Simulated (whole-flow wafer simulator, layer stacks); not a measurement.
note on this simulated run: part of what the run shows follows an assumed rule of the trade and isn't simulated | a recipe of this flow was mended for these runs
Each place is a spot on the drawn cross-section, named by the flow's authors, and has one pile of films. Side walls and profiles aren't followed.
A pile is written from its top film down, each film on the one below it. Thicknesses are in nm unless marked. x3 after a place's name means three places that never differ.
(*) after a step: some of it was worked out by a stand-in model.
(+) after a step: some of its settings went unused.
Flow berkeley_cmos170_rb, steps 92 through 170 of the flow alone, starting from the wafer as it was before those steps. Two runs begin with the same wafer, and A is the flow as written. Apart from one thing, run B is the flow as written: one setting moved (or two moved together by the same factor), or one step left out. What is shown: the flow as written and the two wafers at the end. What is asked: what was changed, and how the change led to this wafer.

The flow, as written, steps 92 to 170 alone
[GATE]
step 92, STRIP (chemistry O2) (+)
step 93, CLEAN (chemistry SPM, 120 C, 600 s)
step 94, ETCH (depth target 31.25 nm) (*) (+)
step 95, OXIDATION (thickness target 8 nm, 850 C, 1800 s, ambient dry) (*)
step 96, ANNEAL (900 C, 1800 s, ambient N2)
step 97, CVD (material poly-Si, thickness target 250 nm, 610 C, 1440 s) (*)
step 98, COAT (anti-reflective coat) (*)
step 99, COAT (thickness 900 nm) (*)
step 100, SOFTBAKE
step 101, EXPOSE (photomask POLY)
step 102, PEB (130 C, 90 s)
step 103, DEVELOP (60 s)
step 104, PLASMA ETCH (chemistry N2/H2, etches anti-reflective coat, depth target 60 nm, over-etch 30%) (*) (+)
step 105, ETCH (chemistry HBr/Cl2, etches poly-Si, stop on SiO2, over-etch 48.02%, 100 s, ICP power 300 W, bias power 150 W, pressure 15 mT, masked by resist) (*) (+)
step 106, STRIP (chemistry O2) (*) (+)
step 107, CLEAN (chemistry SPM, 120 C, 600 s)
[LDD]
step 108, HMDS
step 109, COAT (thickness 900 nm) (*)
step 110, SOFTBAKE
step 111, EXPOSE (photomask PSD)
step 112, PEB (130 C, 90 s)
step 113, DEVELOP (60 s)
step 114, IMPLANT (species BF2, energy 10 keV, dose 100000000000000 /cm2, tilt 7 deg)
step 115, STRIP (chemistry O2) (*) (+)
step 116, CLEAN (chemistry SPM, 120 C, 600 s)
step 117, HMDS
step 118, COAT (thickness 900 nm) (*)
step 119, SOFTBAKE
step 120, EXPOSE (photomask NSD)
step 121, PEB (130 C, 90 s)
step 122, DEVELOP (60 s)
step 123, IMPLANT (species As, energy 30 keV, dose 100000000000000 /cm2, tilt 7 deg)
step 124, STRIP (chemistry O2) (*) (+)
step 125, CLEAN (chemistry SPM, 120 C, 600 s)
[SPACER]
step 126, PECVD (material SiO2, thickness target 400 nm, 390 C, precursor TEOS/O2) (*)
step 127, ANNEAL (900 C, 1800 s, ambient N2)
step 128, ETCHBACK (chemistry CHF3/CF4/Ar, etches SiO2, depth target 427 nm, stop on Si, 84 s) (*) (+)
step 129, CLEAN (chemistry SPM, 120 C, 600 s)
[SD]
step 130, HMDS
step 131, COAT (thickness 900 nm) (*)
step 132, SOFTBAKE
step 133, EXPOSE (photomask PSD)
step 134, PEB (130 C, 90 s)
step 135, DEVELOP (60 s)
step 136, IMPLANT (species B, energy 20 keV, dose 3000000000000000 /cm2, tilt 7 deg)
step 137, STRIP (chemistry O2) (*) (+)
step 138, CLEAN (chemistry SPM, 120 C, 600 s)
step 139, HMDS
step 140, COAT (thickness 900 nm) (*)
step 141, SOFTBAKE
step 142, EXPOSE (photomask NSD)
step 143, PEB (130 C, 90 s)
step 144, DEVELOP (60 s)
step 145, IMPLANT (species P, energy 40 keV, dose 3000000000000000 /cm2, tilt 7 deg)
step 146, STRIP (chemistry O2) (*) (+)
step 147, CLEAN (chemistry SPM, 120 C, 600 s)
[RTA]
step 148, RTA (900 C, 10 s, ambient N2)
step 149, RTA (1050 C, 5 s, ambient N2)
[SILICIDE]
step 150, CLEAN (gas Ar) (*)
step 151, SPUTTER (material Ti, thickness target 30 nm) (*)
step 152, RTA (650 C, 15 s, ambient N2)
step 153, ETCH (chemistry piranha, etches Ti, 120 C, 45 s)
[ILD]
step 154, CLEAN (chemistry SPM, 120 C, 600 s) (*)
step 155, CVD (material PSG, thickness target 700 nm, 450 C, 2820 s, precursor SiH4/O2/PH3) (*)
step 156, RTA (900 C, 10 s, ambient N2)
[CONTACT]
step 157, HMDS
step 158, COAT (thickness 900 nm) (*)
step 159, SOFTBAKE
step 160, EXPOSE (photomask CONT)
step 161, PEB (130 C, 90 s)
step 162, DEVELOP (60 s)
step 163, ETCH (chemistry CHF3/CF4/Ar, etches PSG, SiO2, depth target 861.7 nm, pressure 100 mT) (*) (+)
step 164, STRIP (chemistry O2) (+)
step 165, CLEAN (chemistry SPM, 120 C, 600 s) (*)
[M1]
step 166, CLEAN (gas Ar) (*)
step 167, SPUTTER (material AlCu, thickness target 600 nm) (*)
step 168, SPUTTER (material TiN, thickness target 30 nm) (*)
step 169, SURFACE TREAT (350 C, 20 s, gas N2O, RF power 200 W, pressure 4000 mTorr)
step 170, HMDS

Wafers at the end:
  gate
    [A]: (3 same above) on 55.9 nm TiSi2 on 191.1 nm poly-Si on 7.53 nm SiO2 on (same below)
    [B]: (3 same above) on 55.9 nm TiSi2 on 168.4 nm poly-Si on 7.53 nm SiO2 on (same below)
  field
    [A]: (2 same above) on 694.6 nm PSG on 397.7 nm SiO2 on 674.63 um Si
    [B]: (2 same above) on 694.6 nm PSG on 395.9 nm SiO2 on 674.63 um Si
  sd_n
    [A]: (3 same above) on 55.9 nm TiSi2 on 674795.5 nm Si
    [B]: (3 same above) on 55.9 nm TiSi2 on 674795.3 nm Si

What caused this: step 97, CVD: 1310 s was run, whereas the flow has 1440 s.

How this came from the change, step by step:
  step 97, CVD (material poly-Si, thickness target 250 nm, 610 C, 1440 s) (*)
      field, sd_n, spacer_n and 6 more: A +250 poly-Si (new film) | B +227.3 poly-Si (new film)
  step 105, ETCH (chemistry HBr/Cl2, etches poly-Si, stop on SiO2, over-etch 48.02%, 100 s, ICP power 300 W, bias power 150 W, pressure 15 mT, masked by resist) (*) (+)
      spacer_n, spacer_p: A -248.5 poly-Si (all of it), -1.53 SiO2 | B -225.9 poly-Si (all of it), -3.27 SiO2
      field: A -245 poly-Si (all of it), -1.8 SiO2 | B -222.4 poly-Si (all of it), -3.54 SiO2
      (and at 4 other places as well)
  step 109, COAT (thickness 900 nm) (*)
      gate: A +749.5 KrF-resist (new film) | B +767.5 KrF-resist (new film)
      gate_p: A +745.7 KrF-resist (new film) | B +763.7 KrF-resist (new film)
  step 113, DEVELOP (60 s)
      gate_p: A -744.1 KrF-resist (all of it) | B -762.1 KrF-resist (all of it)
  step 115, STRIP (chemistry O2) (*) (+)
      gate: A -733 KrF-resist (all of it), +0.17 chemical SiO2 | B -750.9 KrF-resist (all of it), +0.17 chemical SiO2, -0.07 poly-Si
  step 118, COAT (thickness 900 nm) (*)
      gate: A +748.7 KrF-resist (new film) | B +766.8 KrF-resist (new film)
      gate_p: A +744.7 KrF-resist (new film) | B +762.8 KrF-resist (new film)
  step 122, DEVELOP (60 s)
      gate: A -747.1 KrF-resist (all of it) | B -765.1 KrF-resist (all of it)
  step 124, STRIP (chemistry O2) (*) (+)
      gate_p: A -728.2 KrF-resist (all of it), +0.07 chemical SiO2 | B -746.2 KrF-resist (all of it), +0.07 chemical SiO2
  step 128, ETCHBACK (chemistry CHF3/CF4/Ar, etches SiO2, depth target 427 nm, stop on Si, 84 s) (*) (+)
      spacer_n: A -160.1 SiO2 | B -181.1 SiO2
      spacer_p: A -160.1 SiO2 | B -181 SiO2
  step 131, COAT (thickness 900 nm) (*)
      spacer_n: A +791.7 KrF-resist (new film) | B +808.1 KrF-resist (new film)
      gate: A +770.7 KrF-resist (new film) | B +786.7 KrF-resist (new film)
      (and at 2 other places as well)
  step 135, DEVELOP (60 s)
      spacer_p: A -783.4 KrF-resist (all of it) | B -799.8 KrF-resist (all of it)
      gate_p: A -762.3 KrF-resist (all of it) | B -778.3 KrF-resist (all of it)
  step 137, STRIP (chemistry O2) (*) (+)
      spacer_n: A -775.1 KrF-resist (all of it) | B -791.4 KrF-resist (all of it)
      gate: A -754.1 KrF-resist (all of it), +0.17 chemical SiO2, -0.08 poly-Si | B -770.1 KrF-resist (all of it), +0.17 chemical SiO2, -0.07 poly-Si
  step 140, COAT (thickness 900 nm) (*)
      spacer_n: A +791.4 KrF-resist (new film) | B +808.1 KrF-resist (new film)
      gate: A +770.4 KrF-resist (new film) | B +786.8 KrF-resist (new film)
      (and at 2 other places as well)
  step 144, DEVELOP (60 s)
      spacer_n: A -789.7 KrF-resist (all of it) | B -806.3 KrF-resist (all of it)
      gate: A -768.7 KrF-resist (all of it) | B -785.1 KrF-resist (all of it)
  step 146, STRIP (chemistry O2) (*) (+)
      spacer_p: A -768.5 KrF-resist (all of it) | B -785.3 KrF-resist (all of it)
      gate_p: A -747.2 KrF-resist (all of it), +0.07 chemical SiO2 | B -763.8 KrF-resist (all of it), +0.07 chemical SiO2
